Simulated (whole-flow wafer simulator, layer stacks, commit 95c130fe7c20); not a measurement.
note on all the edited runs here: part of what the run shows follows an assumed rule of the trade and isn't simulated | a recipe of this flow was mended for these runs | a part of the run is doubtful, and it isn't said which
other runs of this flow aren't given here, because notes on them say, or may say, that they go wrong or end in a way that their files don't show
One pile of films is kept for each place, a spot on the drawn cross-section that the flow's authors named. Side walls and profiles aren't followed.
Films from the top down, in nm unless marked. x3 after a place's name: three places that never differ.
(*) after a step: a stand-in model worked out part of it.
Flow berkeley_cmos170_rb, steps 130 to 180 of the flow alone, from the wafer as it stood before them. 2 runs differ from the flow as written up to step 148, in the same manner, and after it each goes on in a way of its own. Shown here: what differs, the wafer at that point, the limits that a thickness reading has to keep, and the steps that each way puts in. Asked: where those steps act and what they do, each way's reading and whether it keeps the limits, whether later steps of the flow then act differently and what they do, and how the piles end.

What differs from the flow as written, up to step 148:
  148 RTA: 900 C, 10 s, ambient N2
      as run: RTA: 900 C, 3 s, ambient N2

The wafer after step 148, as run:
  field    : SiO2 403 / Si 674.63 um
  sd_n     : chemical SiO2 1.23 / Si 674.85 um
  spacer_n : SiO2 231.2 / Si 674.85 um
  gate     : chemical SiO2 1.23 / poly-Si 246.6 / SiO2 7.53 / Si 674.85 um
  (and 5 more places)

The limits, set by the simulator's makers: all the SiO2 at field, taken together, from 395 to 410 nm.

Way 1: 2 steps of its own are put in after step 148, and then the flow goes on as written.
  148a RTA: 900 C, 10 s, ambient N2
      changes no film at any place that is followed
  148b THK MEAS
      changes no film at any place that is followed
  The reading after step 148b: 403 nm, within the limits.
  No later step of the flow acts differently than as written at any place that is followed.
  At the end the piles are the same as the flow's at every place that both follow.

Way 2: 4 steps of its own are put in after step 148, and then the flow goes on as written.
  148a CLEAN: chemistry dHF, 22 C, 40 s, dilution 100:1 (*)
      sd_n, gate, sd_p, gate_p, contact, m1
        chemical SiO2 -1.23 (all of it)
      field
        SiO2 -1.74
      spacer_n
        SiO2 -2.47
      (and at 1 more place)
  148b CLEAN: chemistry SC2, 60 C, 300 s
      sd_n, sd_p, contact, m1
        chemical SiO2 +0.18 (new film), Si -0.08
      gate, gate_p
        chemical SiO2 +0.18 (new film), poly-Si -0.08
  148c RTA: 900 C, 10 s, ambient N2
      changes no film at any place that is followed
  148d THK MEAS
      changes no film at any place that is followed
  The reading after step 148d: 401.3 nm, within the limits.
  Later steps of the flow that act differently than as written (16 more steps differ only slightly, by at most 2% or 0.5 nm, whichever is larger, and aren't shown):
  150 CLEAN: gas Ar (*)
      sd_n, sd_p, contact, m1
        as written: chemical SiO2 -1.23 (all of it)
        this way: chemical SiO2 -0.18 (all of it)
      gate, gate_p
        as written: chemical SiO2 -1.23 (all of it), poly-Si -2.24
        this way: chemical SiO2 -0.18 (all of it), poly-Si -2.81
  At the end the piles differ from the flow's only slightly at the places that both follow, by at most 2% or 0.5 nm, whichever is larger.

Within the limits: way 1, way 2.
